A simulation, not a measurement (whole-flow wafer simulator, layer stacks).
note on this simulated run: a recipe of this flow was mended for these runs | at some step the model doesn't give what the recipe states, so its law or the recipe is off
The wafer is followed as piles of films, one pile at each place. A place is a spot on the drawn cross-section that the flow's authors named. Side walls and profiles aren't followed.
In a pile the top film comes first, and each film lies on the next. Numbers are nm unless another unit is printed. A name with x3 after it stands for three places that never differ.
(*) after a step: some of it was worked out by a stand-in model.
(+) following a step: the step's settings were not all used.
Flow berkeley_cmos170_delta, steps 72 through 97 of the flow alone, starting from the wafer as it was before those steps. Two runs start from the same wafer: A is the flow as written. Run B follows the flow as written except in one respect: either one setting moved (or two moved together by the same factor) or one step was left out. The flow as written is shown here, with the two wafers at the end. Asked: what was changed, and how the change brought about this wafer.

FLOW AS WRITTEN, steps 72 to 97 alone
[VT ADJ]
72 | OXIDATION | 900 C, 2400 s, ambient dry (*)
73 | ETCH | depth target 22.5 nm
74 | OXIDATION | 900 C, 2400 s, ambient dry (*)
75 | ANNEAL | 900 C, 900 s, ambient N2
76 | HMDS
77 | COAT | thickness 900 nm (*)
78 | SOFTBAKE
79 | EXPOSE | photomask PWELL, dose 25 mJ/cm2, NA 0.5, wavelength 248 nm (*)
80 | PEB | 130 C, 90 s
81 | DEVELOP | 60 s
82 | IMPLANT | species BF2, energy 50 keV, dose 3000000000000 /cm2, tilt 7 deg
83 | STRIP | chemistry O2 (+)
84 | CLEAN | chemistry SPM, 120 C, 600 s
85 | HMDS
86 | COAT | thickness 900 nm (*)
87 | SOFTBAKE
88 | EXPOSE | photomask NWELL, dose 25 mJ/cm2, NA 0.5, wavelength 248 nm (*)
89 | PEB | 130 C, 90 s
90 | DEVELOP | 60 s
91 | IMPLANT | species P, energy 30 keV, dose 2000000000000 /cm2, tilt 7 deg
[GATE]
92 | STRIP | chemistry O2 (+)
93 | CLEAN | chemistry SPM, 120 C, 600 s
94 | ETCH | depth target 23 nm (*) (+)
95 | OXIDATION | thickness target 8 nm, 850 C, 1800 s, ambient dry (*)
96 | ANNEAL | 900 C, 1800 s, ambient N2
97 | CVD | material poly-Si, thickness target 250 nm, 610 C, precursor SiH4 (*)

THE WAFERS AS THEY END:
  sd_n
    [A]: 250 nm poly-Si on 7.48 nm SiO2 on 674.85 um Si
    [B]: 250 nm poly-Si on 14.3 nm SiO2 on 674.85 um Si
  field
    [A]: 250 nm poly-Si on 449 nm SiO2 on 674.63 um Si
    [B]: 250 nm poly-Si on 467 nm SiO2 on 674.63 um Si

The reason: step 94, ETCH: depth target 5 nm was run, while the flow as written has depth target 23 nm.

How this came from the change, step by step:
  94 | ETCH | depth target 23 nm (*) (+)
      sd_n, spacer_n, gate, sd_p, spacer_p, gate_p, contact, m1: A SiO2 loses 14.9 (all of it) | B SiO2 loses 5
      field: A SiO2 loses 23 | B SiO2 loses 5
  95 | OXIDATION | thickness target 8 nm, 850 C, 1800 s, ambient dry (*)
      sd_n, spacer_n, gate, sd_p, spacer_p, gate_p, contact, m1: A SiO2 gains 7.48 (new film), Si loses 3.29 | B SiO2 gains 4.38, Si loses 1.93
